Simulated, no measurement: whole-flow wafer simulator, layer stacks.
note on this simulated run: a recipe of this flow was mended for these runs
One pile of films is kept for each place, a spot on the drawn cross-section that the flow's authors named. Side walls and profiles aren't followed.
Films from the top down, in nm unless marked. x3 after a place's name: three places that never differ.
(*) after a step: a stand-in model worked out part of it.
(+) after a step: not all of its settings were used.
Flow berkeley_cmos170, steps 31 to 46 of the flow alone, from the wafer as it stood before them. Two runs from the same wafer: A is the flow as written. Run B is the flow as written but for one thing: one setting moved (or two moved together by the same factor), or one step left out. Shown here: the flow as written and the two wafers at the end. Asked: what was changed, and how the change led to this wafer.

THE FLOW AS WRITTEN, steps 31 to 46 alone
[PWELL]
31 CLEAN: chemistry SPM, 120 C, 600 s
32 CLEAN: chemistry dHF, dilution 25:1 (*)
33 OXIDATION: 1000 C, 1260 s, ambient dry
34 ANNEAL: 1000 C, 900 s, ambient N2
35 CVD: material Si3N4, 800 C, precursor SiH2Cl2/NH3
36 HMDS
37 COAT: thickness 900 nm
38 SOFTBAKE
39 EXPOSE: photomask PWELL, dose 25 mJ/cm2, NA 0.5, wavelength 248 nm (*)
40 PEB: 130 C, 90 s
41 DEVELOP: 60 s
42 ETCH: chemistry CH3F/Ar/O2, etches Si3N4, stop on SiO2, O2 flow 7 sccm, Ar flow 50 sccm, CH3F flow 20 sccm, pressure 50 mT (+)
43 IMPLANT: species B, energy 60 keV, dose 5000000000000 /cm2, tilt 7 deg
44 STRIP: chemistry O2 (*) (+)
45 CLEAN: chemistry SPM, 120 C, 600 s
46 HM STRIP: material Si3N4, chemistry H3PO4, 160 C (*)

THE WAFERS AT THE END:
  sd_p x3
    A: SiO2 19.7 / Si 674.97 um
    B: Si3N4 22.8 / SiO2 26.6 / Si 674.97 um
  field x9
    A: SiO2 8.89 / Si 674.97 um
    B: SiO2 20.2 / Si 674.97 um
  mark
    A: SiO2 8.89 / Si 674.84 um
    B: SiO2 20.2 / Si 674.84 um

The cause: step 46, HM STRIP: 139 C was run, where the flow has 160 C.

How the change led to this, step by step:
  46 HM STRIP: material Si3N4, chemistry H3PO4, 160 C (*)
      sd_p x3: A Si3N4 -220 (all of it), SiO2 -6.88 | B Si3N4 -197.2
      field x9, mark: A SiO2 -14 | B SiO2 -2.73
